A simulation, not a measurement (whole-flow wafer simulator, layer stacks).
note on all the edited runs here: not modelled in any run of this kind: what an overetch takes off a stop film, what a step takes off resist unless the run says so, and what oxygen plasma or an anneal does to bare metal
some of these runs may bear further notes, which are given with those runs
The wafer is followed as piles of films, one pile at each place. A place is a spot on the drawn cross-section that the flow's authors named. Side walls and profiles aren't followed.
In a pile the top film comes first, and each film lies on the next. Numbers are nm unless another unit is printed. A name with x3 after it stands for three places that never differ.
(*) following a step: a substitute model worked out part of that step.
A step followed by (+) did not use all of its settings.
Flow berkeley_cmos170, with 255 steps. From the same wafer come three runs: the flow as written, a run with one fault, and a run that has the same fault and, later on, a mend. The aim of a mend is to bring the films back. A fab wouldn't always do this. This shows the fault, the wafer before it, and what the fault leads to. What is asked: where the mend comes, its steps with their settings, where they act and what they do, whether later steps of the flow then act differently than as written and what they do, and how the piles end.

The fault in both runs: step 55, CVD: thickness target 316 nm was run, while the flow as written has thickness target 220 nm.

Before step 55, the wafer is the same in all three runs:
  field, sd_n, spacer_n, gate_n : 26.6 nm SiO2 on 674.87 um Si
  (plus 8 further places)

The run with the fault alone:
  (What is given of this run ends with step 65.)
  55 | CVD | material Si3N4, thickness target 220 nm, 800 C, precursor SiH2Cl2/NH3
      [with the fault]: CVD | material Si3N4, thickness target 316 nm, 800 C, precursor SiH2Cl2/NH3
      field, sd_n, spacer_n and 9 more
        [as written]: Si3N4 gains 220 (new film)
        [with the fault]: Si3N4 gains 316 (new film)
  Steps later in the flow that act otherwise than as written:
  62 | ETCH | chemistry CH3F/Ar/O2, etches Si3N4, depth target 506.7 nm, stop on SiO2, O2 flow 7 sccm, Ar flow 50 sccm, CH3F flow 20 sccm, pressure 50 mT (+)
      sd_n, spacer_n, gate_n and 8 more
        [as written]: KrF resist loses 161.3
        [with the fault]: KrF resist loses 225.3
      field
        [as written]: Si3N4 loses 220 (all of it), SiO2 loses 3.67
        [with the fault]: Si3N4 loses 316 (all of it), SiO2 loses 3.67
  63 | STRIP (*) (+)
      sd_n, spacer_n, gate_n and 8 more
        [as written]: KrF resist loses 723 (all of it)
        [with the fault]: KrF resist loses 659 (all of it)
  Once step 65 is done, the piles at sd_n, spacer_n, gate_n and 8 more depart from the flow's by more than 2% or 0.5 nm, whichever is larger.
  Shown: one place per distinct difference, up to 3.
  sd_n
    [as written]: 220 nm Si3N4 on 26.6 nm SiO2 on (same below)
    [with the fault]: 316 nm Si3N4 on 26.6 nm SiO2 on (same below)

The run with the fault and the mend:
  The mend follows step 55.
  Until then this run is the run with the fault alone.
  55a | ETCH | chemistry h3po4, depth target 363.4 nm
      field, sd_n, spacer_n and 9 more
        Si3N4 loses 316 (all of it)
  55b | CLEAN | chemistry SPM
      alters no film at any place that is followed
  55c | CVD | material Si3N4, thickness target 220 nm, 800 C, precursor SiH2Cl2/NH3 (the flow's step 55 again)
      field, sd_n, spacer_n and 9 more
        Si3N4 gains 220 (new film)
  None of the later steps of the flow acts differently than as written at any place that is followed.
  The piles end the same as the flow's at every place that both follow.
